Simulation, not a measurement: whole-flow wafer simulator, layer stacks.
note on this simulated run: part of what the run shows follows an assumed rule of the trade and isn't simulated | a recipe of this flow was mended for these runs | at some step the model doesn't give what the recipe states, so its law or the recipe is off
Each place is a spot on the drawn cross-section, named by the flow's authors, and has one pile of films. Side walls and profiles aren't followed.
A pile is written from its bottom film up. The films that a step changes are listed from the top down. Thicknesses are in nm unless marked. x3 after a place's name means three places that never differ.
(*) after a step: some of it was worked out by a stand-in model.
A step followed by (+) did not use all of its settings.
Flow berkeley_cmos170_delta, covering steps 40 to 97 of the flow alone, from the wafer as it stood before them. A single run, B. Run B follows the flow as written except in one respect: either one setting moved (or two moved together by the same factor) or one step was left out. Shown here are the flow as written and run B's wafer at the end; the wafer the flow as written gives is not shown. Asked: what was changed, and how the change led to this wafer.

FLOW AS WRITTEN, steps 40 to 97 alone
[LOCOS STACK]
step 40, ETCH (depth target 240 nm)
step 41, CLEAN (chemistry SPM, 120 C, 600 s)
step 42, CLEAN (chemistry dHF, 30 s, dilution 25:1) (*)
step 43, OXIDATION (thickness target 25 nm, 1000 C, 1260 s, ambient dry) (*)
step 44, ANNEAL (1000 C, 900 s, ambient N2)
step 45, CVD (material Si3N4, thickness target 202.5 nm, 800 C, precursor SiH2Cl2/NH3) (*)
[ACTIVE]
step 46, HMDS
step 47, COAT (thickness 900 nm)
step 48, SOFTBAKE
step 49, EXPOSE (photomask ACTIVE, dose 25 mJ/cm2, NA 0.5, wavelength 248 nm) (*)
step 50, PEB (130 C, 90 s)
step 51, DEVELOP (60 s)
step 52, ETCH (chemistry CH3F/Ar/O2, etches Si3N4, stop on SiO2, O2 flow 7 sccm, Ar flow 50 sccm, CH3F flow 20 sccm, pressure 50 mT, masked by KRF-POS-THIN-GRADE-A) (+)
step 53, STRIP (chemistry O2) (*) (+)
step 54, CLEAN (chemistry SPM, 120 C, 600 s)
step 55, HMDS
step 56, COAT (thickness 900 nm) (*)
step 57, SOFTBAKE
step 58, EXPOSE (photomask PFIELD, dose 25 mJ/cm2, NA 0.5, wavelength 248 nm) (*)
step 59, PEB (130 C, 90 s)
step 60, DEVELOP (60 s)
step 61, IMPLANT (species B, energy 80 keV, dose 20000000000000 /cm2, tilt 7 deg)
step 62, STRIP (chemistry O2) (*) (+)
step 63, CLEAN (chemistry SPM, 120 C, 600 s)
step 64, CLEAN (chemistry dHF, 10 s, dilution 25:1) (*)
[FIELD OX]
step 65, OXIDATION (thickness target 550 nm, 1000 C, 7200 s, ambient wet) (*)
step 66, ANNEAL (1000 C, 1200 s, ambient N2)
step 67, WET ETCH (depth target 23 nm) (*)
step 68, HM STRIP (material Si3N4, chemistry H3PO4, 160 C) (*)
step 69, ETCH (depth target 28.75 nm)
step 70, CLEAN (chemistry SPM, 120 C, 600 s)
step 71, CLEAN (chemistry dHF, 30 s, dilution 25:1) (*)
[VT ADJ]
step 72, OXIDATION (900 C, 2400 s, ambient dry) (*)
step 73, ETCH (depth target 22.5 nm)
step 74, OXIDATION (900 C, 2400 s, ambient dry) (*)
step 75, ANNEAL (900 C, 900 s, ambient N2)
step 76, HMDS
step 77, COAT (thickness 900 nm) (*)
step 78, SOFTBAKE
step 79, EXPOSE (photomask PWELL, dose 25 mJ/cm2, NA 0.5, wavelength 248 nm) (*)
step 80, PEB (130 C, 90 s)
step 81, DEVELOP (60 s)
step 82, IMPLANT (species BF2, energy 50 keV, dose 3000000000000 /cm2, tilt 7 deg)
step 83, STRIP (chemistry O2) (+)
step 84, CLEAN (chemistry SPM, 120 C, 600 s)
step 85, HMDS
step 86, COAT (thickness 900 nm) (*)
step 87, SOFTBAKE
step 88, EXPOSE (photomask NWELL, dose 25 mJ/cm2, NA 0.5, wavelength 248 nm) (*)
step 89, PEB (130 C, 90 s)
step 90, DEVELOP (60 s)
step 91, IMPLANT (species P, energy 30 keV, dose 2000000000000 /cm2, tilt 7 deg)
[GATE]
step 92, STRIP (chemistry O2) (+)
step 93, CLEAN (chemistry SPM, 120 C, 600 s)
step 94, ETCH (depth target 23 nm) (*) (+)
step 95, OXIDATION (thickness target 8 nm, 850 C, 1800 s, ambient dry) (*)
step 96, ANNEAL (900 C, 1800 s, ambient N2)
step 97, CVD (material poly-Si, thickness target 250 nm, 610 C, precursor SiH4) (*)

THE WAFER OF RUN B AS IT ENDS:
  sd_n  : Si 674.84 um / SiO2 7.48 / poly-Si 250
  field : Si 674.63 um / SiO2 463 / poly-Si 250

Cause: step 45, CVD: 680 C was run, whereas the flow has 800 C.

Step by step, how the change led to this:
  step 45, CVD (material Si3N4, thickness target 202.5 nm, 800 C, precursor SiH2Cl2/NH3) (*)
      field, sd_n, spacer_n and 6 more: +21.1 Si3N4 (new film) (it would be, as written: +202.5 Si3N4 (new film))
  step 52, ETCH (chemistry CH3F/Ar/O2, etches Si3N4, stop on SiO2, O2 flow 7 sccm, Ar flow 50 sccm, CH3F flow 20 sccm, pressure 50 mT, masked by KRF-POS-THIN-GRADE-A) (+)
      sd_n, spacer_n, gate, sd_p, spacer_p, gate_p, contact, m1: -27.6 KrF-resist (it would be, as written: -148.5 KrF-resist)
      field: -21.1 Si3N4 (all of it), -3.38 SiO2 (it would be, as written: -202.5 Si3N4 (all of it), -3.38 SiO2)
  step 53, STRIP (chemistry O2) (*) (+)
      sd_n, spacer_n, gate, sd_p, spacer_p, gate_p, contact, m1: -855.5 KrF-resist (all of it) (it would be, as written: -734.6 KrF-resist (all of it))
  step 56, COAT (thickness 900 nm) (*)
      field: +906.7 KrF-resist (new film) (it would be, as written: +956.4 KrF-resist (new film))
      sd_n: +887.3 KrF-resist (new film) (it would be, as written: +794.3 KrF-resist (new film))
      (and at 7 other places as well)
  step 60, DEVELOP (60 s)
      field: -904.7 KrF-resist (all of it) (it would be, as written: -954.2 KrF-resist (all of it))
  step 62, STRIP (chemistry O2) (*) (+)
      sd_n: -870.4 KrF-resist (all of it) (it would be, as written: -777.7 KrF-resist (all of it))
      spacer_n: -873.7 KrF-resist (all of it) (it would be, as written: -807.8 KrF-resist (all of it))
      (and at 6 other places as well)
  step 65, OXIDATION (thickness target 550 nm, 1000 C, 7200 s, ambient wet) (*)
      sd_n: +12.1 SiO2 (new film), -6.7 Si3N4, +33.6 SiO2, -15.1 Si (it would be, as written: +12.1 SiO2 (new film), -6.7 Si3N4, +0.15 SiO2, -0.12 Si)
      sd_p: +12.1 SiO2 (new film), -6.7 Si3N4, +32.2 SiO2, -14.4 Si (it would be, as written: +12.1 SiO2 (new film), -6.7 Si3N4, +0.15 SiO2, -0.12 Si)
  step 68, HM STRIP (material Si3N4, chemistry H3PO4, 160 C) (*)
      sd_n, spacer_n, gate, sd_p, spacer_p, gate_p, contact, m1: -13.2 Si3N4 (all of it), -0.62 SiO2 (it would be, as written: -194.7 Si3N4 (all of it), -9.06 SiO2)
      field: -1.03 SiO2 (it would be, as written: -15.1 SiO2)
  step 69, ETCH (depth target 28.75 nm)
      sd_n: -28.8 SiO2 (it would be, as written: -17.6 SiO2 (all of it))
      sd_p: -28.7 SiO2 (it would be, as written: -17.6 SiO2 (all of it))
      (and at 6 other places as well)
  step 70, CLEAN (chemistry SPM, 120 C, 600 s)
      sd_n, sd_p: nothing (it would be, as written: +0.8 chemical SiO2 (new film), -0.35 Si)
  step 71, CLEAN (chemistry dHF, 30 s, dilution 25:1) (*)
      sd_n, sd_p: -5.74 SiO2 (it would be, as written: -0.8 chemical SiO2 (all of it))
  step 72, OXIDATION (900 C, 2400 s, ambient dry) (*)
      sd_n: +9.45 SiO2, -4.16 Si (it would be, as written: +14.9 SiO2 (new film), -6.57 Si)
      sd_p: +9.65 SiO2, -4.24 Si (it would be, as written: +14.9 SiO2 (new film), -6.57 Si)
  step 73, ETCH (depth target 22.5 nm)
      sd_n, sd_p: -22.5 SiO2 (it would be, as written: -14.9 SiO2 (all of it))
  step 74, OXIDATION (900 C, 2400 s, ambient dry) (*)
      sd_n: +9.38 SiO2, -4.13 Si (it would be, as written: +14.9 SiO2 (new film), -6.57 Si)
      sd_p: +9.5 SiO2, -4.18 Si (it would be, as written: +14.9 SiO2 (new film), -6.57 Si)
  step 94, ETCH (depth target 23 nm) (*) (+)
      sd_n: -21.4 SiO2 (all of it) (it would be, as written: -14.9 SiO2 (all of it))
      sd_p: -20.3 SiO2 (all of it) (it would be, as written: -14.9 SiO2 (all of it))
